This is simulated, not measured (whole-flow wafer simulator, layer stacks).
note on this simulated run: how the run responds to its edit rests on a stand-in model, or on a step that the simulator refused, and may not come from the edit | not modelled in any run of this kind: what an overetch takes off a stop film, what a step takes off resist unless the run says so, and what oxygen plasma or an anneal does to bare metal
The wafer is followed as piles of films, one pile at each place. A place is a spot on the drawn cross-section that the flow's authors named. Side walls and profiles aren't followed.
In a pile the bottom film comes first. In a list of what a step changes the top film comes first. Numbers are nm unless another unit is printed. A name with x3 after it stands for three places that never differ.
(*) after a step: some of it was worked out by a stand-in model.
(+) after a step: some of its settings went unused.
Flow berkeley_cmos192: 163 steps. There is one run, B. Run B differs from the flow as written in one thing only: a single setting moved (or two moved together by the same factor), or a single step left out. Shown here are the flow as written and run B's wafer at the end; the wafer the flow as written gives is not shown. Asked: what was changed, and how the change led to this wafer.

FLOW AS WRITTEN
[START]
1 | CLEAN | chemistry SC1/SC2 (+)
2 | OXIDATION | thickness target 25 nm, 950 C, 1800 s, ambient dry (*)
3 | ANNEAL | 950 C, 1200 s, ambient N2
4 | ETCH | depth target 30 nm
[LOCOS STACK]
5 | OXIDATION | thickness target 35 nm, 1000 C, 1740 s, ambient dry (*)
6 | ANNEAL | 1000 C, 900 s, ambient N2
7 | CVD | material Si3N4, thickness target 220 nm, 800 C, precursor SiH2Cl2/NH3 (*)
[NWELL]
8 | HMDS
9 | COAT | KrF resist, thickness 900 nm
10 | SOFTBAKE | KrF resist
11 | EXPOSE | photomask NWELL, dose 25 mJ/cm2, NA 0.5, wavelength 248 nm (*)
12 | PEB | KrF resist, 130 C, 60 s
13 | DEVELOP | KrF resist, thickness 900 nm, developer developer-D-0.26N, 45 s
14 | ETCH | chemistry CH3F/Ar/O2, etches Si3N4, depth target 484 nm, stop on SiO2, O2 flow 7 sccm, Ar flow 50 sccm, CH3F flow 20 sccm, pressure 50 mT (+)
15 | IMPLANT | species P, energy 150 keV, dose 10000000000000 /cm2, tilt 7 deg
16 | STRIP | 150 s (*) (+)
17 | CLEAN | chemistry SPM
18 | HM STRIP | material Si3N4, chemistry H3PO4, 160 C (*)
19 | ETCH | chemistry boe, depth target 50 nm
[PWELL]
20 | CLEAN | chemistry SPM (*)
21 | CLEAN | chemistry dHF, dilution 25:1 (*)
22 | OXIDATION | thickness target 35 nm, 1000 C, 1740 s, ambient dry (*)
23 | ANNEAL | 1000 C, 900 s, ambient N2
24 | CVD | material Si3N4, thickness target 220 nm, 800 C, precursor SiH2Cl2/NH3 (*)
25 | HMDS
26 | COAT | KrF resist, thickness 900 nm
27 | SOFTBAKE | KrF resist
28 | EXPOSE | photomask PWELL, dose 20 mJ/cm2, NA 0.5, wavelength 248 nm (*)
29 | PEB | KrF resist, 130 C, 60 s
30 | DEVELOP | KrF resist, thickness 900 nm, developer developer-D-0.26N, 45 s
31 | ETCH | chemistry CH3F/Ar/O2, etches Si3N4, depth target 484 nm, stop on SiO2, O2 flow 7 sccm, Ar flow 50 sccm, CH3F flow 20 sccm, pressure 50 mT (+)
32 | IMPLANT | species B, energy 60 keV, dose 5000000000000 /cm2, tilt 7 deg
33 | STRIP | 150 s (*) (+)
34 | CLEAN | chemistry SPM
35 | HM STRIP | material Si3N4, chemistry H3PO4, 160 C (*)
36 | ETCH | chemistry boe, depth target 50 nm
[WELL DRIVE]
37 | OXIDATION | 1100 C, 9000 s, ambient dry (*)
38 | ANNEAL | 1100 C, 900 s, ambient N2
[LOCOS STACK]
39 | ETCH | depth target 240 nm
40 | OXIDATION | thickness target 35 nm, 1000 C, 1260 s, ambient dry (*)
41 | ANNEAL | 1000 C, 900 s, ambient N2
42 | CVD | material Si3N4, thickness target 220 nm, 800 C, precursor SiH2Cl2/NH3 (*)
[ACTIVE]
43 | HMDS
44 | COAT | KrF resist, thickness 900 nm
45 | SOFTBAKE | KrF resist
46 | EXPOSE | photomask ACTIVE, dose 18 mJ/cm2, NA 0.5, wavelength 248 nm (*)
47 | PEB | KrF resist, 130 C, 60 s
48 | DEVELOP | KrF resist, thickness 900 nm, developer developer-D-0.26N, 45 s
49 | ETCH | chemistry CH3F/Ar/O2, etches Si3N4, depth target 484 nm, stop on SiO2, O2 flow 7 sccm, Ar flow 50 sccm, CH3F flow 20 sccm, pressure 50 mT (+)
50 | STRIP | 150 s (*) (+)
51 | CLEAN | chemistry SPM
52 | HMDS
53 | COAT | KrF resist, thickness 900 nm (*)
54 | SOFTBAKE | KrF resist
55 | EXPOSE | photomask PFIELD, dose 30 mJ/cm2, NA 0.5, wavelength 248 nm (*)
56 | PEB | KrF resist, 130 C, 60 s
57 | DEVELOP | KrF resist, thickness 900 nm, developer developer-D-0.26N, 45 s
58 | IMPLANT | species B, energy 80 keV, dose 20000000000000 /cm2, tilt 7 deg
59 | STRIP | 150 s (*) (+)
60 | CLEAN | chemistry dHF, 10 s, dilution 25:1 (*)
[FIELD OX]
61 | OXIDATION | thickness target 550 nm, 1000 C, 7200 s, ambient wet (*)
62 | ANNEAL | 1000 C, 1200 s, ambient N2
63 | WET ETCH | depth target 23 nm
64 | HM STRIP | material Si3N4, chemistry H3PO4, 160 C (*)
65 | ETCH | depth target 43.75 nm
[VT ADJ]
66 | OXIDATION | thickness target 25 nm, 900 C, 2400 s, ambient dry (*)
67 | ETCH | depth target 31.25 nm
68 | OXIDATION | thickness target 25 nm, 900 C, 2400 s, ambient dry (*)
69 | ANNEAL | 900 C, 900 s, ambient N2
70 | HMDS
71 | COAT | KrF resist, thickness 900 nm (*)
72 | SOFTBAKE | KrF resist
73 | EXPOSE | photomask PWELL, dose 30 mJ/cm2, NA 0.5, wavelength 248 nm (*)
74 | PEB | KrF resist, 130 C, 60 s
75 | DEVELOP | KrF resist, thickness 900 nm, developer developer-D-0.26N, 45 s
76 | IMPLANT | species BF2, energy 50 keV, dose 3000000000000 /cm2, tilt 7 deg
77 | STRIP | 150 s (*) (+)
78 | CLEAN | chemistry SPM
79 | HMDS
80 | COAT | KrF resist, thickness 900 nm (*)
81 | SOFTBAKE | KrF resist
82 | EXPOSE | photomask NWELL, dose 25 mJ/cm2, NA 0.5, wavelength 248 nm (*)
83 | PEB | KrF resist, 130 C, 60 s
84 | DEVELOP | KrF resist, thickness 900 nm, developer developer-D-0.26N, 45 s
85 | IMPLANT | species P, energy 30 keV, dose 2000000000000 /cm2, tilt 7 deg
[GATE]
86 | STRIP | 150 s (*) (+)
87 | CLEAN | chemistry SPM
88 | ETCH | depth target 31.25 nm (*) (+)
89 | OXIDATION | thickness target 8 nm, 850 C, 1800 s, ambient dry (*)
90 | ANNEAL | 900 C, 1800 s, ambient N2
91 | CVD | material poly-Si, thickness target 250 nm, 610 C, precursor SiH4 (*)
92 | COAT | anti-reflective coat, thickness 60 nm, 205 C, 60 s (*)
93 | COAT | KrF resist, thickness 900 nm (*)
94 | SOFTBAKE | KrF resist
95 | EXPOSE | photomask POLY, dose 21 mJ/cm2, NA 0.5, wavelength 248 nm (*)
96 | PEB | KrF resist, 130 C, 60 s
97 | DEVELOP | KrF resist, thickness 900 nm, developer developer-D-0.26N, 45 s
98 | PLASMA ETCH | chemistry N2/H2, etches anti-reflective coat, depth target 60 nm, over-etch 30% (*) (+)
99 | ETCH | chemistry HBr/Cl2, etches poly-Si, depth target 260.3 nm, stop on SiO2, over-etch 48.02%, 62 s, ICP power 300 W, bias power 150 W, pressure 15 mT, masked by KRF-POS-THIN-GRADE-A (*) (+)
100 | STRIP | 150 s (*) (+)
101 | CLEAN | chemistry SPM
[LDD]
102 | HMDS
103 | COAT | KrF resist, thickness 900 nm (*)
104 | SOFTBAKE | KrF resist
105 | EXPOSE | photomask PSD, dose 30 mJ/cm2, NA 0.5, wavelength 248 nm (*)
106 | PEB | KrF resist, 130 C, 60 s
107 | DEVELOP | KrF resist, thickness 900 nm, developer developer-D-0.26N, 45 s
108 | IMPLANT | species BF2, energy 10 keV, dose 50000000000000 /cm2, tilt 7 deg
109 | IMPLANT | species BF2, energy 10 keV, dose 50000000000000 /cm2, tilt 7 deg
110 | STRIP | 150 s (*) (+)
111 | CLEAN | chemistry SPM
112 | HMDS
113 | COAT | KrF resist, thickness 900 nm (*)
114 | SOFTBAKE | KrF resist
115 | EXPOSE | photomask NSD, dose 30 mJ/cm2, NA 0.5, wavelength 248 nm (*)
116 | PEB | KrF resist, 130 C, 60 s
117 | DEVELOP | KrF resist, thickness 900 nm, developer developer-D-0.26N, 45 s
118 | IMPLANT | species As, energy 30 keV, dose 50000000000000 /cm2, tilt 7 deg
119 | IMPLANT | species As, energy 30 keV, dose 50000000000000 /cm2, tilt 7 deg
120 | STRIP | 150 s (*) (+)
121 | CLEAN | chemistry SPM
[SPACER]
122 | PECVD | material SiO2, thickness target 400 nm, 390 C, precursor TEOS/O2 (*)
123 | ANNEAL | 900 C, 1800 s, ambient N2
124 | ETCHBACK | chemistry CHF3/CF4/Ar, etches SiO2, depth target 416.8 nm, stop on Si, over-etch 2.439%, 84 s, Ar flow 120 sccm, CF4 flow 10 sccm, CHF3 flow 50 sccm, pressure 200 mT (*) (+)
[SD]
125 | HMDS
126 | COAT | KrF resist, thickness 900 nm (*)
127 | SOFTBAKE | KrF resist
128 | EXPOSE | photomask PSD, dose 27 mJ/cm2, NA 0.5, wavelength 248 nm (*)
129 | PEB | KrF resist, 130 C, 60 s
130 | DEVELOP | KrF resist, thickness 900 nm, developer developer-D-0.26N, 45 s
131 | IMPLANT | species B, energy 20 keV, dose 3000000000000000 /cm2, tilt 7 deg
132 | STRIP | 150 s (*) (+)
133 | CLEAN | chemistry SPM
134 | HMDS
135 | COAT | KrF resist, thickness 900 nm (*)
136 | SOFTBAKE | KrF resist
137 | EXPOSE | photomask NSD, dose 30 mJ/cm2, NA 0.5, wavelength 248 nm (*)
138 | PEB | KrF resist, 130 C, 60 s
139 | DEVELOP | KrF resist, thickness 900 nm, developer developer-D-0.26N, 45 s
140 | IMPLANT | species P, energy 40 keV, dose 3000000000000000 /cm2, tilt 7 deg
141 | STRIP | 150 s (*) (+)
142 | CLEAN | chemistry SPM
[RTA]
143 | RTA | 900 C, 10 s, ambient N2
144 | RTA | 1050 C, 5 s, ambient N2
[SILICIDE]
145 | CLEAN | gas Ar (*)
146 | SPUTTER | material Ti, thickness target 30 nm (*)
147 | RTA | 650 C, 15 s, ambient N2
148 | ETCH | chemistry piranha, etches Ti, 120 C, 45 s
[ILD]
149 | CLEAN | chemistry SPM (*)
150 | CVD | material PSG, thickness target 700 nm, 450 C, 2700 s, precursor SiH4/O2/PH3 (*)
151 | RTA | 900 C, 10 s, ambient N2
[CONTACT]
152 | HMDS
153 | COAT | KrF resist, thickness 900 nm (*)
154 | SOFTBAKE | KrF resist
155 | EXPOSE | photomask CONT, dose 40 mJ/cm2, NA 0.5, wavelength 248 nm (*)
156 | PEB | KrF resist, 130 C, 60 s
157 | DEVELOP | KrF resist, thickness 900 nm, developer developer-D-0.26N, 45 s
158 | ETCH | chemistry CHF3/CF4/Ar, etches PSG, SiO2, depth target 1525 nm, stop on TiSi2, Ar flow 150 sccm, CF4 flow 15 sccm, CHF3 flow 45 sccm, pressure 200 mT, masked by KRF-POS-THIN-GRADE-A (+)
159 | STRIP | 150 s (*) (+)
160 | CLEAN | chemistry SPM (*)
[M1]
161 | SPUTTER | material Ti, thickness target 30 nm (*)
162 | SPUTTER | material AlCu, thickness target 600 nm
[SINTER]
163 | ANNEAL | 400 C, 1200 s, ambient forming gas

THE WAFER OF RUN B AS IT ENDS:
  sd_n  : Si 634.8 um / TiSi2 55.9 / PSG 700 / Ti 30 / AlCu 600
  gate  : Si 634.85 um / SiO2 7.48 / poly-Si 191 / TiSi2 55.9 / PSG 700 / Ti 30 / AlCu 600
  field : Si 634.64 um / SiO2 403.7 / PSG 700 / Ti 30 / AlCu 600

What caused this: step 39, ETCH: depth target 163 nm was run, whereas the flow has depth target 240 nm.

Step by step, how the change led to this:
  39 | ETCH | depth target 240 nm
      field, sd_n, spacer_n and 6 more: -163 SiO2 (as written it would have been: -197.6 SiO2 (all of it))
  40 | OXIDATION | thickness target 35 nm, 1000 C, 1260 s, ambient dry (*)
      field, sd_n, spacer_n and 6 more: +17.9 SiO2, -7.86 Si (as written it would have been: +26.6 SiO2 (new film), -11.7 Si)
  61 | OXIDATION | thickness target 550 nm, 1000 C, 7200 s, ambient wet (*)
      spacer_n, spacer_p, gate_p, contact, m1: +12.1 SiO2 (new film), -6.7 Si3N4, +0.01 SiO2 (as written it would have been: +12.1 SiO2 (new film), -6.7 Si3N4)
      gate: +12.1 SiO2 (new film), -6.7 Si3N4, +0.01 SiO2 (as written it would have been: +12.1 SiO2 (new film), -6.7 Si3N4, +0.05 SiO2, -0.05 Si)
      (and at 3 other places as well)
  65 | ETCH | depth target 43.75 nm
      sd_n, spacer_n, gate, sd_p, spacer_p, gate_p, contact, m1: -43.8 SiO2 (as written it would have been: -24.6 SiO2 (all of it))
  66 | OXIDATION | thickness target 25 nm, 900 C, 2400 s, ambient dry (*)
      spacer_n, gate, spacer_p, gate_p, contact, m1: +12.7 SiO2, -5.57 Si (as written it would have been: +14.9 SiO2 (new film), -6.57 Si)
      sd_n, sd_p: +12 SiO2, -5.29 Si (as written it would have been: +14.9 SiO2 (new film), -6.57 Si)
  67 | ETCH | depth target 31.25 nm
      spacer_n, gate, spacer_p, gate_p, contact, m1: -19.4 SiO2 (all of it) (as written it would have been: -14.9 SiO2 (all of it))
      sd_n, sd_p: -21.7 SiO2 (all of it) (as written it would have been: -14.9 SiO2 (all of it))
  92 | COAT | anti-reflective coat, thickness 60 nm, 205 C, 60 s (*)
      sd_n: +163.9 anti-reflective coat (new film) (as written it would have been: +152.4 anti-reflective coat (new film))
      spacer_n: +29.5 anti-reflective coat (new film) (as written it would have been: +33.8 anti-reflective coat (new film))
      (and at 6 other places as well)
  98 | PLASMA ETCH | chemistry N2/H2, etches anti-reflective coat, depth target 60 nm, over-etch 30% (*) (+)
      sd_n: -163.9 anti-reflective coat (all of it), -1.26 poly-Si (as written it would have been: -152.4 anti-reflective coat (all of it), -1.17 poly-Si)
      spacer_n: -29.5 anti-reflective coat (all of it), -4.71 poly-Si (as written it would have been: -33.8 anti-reflective coat (all of it), -4.21 poly-Si)
      (and at 4 other places as well)
  100 | STRIP | 150 s (*) (+)
      gate: +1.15 chemical SiO2 (new film), -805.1 KrF resist (all of it), -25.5 anti-reflective coat (all of it), -0.51 poly-Si (as written it would have been: +1.15 chemical SiO2 (new film), -791.8 KrF resist (all of it), -30 anti-reflective coat (all of it), -0.51 poly-Si)
      gate_p: +1.15 chemical SiO2 (new film), -773.7 KrF resist (all of it), -27.7 anti-reflective coat (all of it), -0.51 poly-Si (as written it would have been: +1.15 chemical SiO2 (new film), -765.1 KrF resist (all of it), -31 anti-reflective coat (all of it), -0.51 poly-Si)
